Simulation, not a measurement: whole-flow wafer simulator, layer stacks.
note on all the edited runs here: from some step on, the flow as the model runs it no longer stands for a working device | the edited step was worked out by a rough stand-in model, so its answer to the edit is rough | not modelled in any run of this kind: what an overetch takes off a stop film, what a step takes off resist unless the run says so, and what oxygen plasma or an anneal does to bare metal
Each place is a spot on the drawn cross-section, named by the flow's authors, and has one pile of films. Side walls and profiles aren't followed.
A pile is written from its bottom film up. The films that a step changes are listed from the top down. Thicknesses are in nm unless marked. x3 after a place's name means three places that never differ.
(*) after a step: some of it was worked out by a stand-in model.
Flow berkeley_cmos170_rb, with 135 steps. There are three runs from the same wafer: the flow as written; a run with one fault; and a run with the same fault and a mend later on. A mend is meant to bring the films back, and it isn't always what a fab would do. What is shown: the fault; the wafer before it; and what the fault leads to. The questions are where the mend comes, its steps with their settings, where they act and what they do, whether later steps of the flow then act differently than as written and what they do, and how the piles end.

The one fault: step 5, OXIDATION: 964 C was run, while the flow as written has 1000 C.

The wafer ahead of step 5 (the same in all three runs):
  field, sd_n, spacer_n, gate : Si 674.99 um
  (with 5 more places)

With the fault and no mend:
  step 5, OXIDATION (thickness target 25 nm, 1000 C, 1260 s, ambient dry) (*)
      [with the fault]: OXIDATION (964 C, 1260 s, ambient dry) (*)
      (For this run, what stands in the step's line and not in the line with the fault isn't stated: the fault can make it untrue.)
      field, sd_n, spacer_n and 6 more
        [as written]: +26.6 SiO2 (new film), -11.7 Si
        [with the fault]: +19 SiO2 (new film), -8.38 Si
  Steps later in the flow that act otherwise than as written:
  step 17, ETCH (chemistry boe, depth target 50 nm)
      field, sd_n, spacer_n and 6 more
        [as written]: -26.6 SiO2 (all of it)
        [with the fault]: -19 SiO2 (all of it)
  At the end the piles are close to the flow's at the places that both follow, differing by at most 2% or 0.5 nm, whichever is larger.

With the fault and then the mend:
  The mend follows step 6.
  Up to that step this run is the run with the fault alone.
  step 6a, OXIDATION (1000 C, 478 s, ambient dry) (*) (the flow's step 5, run once more with other settings)
      field, sd_n, spacer_n and 6 more
        +7.5 SiO2, -3.3 Si
  None of the later steps of the flow differs from how it acts as written, at any place that is followed, by more than 2% or 0.5 nm, whichever is larger.
  At every place that both follow, the piles at the end match the flow's.
